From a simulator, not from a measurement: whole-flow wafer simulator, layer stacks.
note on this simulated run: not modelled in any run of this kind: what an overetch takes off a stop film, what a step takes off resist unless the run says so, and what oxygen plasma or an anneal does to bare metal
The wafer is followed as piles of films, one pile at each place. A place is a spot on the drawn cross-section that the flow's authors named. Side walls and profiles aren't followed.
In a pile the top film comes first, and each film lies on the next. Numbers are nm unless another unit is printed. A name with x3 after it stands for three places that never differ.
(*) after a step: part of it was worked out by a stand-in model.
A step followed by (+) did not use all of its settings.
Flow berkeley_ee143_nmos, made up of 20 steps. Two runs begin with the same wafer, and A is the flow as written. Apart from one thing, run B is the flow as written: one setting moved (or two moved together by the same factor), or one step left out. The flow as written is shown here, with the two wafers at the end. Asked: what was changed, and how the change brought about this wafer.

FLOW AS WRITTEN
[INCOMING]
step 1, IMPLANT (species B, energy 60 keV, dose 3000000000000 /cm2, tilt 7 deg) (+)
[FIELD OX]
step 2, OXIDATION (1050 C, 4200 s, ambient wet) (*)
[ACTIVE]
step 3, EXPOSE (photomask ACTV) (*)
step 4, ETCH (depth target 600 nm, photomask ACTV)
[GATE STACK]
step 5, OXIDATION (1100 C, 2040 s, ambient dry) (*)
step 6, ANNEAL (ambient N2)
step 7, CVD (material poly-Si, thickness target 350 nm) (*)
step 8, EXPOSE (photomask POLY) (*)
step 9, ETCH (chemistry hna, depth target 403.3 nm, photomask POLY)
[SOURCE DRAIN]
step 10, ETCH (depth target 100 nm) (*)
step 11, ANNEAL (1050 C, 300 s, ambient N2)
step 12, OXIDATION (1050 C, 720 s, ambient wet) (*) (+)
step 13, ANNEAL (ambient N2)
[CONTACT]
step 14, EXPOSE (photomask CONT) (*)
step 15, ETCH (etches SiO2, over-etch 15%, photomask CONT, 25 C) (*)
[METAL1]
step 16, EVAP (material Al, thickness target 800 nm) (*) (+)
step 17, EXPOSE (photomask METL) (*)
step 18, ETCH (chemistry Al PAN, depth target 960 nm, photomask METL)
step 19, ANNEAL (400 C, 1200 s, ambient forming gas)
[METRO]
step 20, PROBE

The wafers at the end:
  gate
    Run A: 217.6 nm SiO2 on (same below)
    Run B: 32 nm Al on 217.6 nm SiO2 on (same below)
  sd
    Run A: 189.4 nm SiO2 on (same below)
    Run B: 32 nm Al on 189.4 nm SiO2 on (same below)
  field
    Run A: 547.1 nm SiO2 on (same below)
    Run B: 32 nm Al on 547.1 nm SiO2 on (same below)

What caused this: step 18, ETCH: depth target 768 nm was run, while the flow as written has depth target 960 nm.

The path from the change to this, step by step:
  step 18, ETCH (chemistry Al PAN, depth target 960 nm, photomask METL)
      gate, sd, field: A -800 Al (all of it) | B -768 Al
Taking metal films that touch as one body, gate has 1 body; the flow as written gives 0 bodies.
Taking metal films that touch as one body, sd has 1 body; the flow as written gives 0 bodies.
Taking metal films that touch as one body, field has 1 body; the flow as written gives 0 bodies.
